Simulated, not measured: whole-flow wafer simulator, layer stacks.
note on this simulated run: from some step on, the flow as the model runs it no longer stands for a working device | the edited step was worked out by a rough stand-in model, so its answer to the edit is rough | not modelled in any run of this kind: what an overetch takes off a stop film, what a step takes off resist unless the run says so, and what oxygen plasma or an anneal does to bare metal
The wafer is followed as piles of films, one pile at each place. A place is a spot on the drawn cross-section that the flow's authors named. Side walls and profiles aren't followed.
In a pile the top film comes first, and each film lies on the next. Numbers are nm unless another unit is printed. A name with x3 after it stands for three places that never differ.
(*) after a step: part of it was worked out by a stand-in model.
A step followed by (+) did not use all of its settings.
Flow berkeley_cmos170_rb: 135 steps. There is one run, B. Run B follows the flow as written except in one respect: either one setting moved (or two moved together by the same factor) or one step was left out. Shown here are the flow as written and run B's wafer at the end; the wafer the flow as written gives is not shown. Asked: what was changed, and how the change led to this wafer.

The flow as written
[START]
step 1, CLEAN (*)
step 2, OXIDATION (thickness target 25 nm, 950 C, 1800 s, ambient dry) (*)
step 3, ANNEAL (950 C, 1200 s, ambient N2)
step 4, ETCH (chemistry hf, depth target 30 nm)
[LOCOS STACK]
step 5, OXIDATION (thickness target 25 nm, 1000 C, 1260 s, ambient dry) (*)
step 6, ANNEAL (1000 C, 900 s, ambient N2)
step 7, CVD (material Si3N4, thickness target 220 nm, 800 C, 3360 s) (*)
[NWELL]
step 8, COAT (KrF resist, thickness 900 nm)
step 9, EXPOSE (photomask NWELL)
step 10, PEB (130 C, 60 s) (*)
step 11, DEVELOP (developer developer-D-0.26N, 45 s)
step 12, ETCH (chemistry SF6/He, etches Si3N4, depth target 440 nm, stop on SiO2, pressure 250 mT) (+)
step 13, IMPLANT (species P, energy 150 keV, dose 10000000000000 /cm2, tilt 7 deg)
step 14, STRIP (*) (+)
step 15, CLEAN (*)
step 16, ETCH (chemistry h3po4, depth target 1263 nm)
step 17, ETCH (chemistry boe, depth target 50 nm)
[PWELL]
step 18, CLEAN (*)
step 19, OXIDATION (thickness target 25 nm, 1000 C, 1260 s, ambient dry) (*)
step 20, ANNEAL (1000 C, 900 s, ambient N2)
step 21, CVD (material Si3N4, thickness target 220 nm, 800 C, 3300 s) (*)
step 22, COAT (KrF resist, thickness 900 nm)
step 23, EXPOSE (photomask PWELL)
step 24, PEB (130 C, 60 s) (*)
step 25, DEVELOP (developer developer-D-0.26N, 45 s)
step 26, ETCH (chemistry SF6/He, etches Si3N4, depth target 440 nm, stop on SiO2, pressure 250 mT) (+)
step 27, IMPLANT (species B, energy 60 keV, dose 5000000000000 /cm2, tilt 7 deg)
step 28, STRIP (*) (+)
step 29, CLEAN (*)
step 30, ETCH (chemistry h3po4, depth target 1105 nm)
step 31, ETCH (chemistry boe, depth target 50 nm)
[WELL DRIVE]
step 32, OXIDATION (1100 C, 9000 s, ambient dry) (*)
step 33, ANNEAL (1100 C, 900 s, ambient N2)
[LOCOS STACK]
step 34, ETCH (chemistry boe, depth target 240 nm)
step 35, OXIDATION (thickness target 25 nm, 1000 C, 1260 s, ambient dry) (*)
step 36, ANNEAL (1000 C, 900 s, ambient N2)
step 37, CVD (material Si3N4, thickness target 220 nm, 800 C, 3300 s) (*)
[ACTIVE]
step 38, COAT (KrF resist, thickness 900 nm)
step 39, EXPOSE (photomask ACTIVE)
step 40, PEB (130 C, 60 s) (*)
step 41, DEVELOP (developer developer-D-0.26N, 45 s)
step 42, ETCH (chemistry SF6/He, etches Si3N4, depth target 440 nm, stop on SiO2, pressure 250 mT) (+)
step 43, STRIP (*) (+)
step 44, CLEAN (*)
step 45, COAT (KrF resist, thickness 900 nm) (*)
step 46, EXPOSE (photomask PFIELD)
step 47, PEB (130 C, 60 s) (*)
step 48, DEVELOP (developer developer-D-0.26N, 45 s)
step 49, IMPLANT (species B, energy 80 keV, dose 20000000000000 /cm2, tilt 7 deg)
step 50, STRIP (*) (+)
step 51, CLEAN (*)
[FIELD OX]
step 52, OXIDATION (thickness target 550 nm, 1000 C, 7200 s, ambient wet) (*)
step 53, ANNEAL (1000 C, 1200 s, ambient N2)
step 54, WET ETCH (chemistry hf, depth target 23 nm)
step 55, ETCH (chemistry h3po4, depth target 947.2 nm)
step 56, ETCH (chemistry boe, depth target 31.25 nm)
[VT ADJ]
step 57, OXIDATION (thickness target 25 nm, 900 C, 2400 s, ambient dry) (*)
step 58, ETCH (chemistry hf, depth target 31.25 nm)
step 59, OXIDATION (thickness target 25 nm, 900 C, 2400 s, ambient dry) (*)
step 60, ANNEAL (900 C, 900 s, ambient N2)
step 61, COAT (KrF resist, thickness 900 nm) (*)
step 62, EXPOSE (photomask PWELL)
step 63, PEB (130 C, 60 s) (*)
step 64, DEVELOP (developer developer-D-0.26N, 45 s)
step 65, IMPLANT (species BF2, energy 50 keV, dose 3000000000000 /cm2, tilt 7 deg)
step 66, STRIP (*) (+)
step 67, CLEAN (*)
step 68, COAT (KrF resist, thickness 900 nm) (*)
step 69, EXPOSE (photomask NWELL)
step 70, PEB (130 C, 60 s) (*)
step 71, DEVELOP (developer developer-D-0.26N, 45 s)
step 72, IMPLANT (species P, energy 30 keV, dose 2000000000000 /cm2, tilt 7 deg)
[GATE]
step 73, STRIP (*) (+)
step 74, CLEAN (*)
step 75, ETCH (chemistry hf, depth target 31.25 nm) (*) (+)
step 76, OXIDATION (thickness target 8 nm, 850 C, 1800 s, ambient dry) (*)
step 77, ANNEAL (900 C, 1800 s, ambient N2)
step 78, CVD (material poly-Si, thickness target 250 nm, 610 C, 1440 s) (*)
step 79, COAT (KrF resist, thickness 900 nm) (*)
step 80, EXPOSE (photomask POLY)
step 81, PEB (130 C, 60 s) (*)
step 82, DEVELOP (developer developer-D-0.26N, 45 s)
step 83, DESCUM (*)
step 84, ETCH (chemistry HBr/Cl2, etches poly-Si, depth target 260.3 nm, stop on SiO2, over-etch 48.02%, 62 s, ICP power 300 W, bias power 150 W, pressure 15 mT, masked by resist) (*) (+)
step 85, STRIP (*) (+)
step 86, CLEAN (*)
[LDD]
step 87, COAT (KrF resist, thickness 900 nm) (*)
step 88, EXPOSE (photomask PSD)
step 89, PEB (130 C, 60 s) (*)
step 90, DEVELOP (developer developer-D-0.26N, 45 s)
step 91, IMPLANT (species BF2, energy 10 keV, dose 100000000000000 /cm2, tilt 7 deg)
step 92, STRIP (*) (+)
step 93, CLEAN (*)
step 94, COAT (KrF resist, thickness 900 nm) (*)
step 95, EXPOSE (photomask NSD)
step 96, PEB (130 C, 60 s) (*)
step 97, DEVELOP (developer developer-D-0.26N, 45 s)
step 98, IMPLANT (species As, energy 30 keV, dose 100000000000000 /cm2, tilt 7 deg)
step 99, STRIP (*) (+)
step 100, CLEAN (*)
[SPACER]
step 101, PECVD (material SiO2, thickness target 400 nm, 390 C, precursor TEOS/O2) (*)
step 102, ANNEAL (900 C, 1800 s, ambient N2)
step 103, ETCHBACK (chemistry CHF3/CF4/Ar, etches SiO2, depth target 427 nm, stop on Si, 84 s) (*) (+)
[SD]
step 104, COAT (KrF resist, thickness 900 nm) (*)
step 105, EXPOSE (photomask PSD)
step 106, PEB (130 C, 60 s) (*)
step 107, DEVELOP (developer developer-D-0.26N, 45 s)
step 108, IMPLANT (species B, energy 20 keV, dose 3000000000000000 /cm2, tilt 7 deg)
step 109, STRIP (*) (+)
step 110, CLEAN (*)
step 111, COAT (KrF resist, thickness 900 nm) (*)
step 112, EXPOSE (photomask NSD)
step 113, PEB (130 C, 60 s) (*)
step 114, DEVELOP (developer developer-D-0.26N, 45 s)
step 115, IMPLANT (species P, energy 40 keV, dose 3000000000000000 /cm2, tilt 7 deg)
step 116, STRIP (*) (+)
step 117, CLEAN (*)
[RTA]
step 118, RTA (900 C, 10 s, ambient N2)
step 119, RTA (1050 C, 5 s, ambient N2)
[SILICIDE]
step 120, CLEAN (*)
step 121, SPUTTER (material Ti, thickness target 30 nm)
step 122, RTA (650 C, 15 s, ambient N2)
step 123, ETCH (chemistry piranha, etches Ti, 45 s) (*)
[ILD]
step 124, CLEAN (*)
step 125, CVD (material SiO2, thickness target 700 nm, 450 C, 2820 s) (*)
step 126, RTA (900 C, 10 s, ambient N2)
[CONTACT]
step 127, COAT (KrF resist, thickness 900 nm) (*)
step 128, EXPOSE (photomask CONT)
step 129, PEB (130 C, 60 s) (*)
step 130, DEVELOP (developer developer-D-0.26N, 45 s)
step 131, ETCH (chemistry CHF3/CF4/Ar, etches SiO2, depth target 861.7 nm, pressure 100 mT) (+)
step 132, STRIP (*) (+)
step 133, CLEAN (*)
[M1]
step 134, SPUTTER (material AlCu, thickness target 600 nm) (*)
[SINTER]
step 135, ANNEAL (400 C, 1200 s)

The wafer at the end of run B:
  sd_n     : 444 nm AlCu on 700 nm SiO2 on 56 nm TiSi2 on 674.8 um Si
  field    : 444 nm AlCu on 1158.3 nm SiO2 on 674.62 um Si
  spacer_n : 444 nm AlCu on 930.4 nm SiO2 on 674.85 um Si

Cause: step 134, SPUTTER: thickness target 444 nm was run, whereas the flow has thickness target 600 nm.
The wafer itself shows it: sd_n has AlCu 444, and step 134 as written asks for 600 nm.

The path from the change to this, step by step:
  step 134, SPUTTER (material AlCu, thickness target 600 nm) (*)
      field, sd_n, spacer_n, gate, spacer_p, gate_p, m1: AlCu gains 444 (new film) (in the flow as written it would be: AlCu gains 600 (new film))
      sd_p: AlCu gains 398.7 (new film) (in the flow as written it would be: AlCu gains 545.9 (new film))
      (as well as at 1 more place)
